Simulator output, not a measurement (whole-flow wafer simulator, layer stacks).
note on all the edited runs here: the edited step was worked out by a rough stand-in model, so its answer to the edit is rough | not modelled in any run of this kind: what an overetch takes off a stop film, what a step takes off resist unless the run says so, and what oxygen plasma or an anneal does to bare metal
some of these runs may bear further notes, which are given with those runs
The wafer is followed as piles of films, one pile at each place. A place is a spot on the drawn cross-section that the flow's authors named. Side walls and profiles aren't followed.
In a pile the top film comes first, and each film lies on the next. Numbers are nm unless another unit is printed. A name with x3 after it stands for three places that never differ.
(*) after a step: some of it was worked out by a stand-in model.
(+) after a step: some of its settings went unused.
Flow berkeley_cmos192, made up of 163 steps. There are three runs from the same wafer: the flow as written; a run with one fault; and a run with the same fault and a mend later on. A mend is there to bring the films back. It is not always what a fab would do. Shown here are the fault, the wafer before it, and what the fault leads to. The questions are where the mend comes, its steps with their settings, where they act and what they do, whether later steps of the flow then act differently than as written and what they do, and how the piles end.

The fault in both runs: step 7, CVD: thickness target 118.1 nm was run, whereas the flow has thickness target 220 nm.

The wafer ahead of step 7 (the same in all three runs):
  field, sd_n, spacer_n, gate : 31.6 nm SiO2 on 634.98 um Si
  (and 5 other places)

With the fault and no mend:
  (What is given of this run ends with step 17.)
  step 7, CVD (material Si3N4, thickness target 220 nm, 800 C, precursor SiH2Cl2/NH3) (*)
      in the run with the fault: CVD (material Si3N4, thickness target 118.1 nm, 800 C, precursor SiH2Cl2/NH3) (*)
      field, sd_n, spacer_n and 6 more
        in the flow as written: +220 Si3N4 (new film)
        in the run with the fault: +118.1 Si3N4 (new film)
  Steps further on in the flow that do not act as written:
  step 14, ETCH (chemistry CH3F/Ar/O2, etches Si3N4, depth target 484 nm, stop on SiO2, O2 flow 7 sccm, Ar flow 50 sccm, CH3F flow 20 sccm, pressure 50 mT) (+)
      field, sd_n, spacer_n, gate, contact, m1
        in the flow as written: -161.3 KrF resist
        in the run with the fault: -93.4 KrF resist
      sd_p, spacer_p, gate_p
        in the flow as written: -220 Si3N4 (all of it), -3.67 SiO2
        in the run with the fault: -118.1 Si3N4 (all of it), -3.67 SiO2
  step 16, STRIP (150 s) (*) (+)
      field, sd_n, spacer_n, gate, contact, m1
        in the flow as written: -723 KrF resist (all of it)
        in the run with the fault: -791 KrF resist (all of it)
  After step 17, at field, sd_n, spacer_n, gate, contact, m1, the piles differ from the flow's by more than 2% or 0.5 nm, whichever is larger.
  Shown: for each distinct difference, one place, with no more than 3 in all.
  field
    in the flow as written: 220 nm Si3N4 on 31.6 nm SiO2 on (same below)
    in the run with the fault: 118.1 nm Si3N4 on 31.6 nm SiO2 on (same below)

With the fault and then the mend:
  The mend follows step 7.
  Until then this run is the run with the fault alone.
  step 7a, ETCH (chemistry h3po4, depth target 135.8 nm)
      field, sd_n, spacer_n and 6 more
        -118.1 Si3N4 (all of it)
  step 7b, CLEAN (chemistry SC1/SC2) (the flow's step 1, run once more)
      does not change any film at any place that is followed
  step 7c, CVD (material Si3N4, thickness target 220 nm, 800 C, precursor SiH2Cl2/NH3) (*) (the flow's step 7, run once more)
      field, sd_n, spacer_n and 6 more
        +220 Si3N4 (new film)
  Later steps of the flow that are run all act as written at every place that is followed.
  By the end, the piles equal the flow's at every place that both follow.
